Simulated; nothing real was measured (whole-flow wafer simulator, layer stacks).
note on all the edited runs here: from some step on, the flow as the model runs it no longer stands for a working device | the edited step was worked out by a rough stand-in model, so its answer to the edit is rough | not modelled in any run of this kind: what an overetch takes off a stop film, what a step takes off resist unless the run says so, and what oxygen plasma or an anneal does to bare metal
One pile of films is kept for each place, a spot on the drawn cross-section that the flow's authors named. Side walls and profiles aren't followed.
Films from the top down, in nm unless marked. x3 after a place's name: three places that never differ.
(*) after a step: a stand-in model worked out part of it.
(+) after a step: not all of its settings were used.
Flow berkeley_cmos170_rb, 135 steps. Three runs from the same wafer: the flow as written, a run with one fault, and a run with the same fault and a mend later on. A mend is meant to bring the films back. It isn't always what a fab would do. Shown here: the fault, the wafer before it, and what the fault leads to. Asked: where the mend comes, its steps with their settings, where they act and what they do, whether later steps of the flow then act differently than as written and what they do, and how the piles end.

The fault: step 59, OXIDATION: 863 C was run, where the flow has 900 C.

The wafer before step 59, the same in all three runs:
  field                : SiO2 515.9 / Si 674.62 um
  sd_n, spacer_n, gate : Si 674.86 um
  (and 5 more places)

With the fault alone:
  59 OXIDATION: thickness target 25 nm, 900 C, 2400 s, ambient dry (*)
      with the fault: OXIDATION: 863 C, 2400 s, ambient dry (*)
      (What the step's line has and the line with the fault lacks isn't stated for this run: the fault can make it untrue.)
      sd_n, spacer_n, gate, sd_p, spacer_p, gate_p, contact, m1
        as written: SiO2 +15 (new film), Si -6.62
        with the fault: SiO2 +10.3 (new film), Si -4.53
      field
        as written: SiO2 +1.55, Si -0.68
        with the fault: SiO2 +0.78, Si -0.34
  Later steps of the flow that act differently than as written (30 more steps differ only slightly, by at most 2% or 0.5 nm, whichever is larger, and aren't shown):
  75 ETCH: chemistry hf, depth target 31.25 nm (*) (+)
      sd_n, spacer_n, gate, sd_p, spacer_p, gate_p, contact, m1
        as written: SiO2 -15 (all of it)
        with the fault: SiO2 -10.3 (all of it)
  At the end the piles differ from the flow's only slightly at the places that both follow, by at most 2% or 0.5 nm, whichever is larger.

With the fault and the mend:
  The mend comes after step 64.
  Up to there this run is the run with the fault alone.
  64a STRIP (*) (+)
      sd_p
        KrF resist -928 (all of it)
      spacer_p
        KrF resist -911.2 (all of it)
      gate_p
        KrF resist -910.3 (all of it)
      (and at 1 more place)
  64b CLEAN (*) (the flow's step 51 once more)
      changes no film at any place that is followed
  64c OXIDATION: 900 C, 1069 s, ambient dry (*) (the flow's step 59 once more, with other settings)
      sd_n, spacer_n, gate, sd_p, spacer_p, gate_p, contact, m1
        SiO2 +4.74, Si -2.08
      field
        SiO2 +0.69, Si -0.3
  64d COAT: KrF resist, thickness 900 nm (*) (the flow's step 61 once more)
      field
        KrF resist +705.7 (new film)
      sd_n
        KrF resist +957.4 (new film)
      spacer_n
        KrF resist +924.9 (new film)
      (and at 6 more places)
  64e EXPOSE: photomask PWELL (the flow's step 62 once more)
      changes no film at any place that is followed
  64f PEB: 130 C, 60 s (*) (the flow's step 63 once more)
      changes no film at any place that is followed
  64g DEVELOP: developer developer-D-0.26N, 45 s (the flow's step 64 once more)
      sd_p, spacer_p, gate_p, m1
        KrF resist -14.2
      field
        KrF resist -705.7 (all of it)
      sd_n
        KrF resist -957.4 (all of it)
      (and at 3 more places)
  No later step of the flow acts differently than as written, at any place that is followed, by more than 2% or 0.5 nm, whichever is larger.
  At the end the piles differ from the flow's only slightly at the places that both follow, by at most 2% or 0.5 nm, whichever is larger.
